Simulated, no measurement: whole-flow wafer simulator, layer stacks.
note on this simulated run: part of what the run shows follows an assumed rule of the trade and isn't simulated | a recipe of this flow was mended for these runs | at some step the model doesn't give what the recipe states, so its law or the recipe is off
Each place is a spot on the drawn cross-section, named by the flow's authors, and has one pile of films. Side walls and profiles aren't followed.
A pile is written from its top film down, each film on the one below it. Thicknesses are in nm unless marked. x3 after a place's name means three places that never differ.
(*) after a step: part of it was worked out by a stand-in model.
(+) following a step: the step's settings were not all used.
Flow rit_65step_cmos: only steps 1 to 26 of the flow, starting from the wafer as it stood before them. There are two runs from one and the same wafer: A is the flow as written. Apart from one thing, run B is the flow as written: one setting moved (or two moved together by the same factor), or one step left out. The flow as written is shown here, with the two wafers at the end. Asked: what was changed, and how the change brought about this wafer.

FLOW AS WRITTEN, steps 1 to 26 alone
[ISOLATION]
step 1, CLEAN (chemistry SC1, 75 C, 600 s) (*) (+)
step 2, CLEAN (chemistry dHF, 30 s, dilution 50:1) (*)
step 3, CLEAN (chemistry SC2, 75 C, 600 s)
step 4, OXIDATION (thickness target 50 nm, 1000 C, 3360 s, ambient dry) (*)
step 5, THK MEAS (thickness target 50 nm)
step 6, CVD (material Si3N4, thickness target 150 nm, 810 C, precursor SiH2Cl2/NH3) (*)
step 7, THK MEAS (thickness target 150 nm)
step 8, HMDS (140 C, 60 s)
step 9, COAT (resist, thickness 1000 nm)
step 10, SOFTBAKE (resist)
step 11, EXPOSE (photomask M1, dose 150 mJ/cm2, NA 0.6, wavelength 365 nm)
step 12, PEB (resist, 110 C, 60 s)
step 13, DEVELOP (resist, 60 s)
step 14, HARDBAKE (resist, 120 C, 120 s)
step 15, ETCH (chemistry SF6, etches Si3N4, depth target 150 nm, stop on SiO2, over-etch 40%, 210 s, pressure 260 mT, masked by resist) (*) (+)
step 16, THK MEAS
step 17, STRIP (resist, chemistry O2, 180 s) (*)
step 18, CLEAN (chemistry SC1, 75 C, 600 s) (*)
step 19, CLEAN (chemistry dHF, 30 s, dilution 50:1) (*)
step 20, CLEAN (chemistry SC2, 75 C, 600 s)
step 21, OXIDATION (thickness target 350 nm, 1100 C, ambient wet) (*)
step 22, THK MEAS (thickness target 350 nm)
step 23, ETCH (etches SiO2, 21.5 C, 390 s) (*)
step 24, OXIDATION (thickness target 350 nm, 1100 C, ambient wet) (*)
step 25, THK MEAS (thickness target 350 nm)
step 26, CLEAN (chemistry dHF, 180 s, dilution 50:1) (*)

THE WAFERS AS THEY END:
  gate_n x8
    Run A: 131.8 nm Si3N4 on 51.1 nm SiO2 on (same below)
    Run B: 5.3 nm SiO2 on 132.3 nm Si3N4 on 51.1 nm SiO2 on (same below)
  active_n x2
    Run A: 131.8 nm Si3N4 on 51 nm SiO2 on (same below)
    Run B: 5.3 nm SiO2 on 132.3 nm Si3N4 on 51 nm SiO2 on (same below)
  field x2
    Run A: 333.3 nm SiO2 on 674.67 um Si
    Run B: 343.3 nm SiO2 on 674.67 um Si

The reason: step 26, CLEAN: 72 s was run, whereas the flow has 180 s.

The path from the change to this, step by step:
  step 26, CLEAN (chemistry dHF, 180 s, dilution 50:1) (*)
      active_n x2, gate_n x8: A -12 SiO2 (all of it), -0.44 Si3N4 | B -6.67 SiO2
      field x2, field_pw x2: A -16.7 SiO2 | B -6.67 SiO2
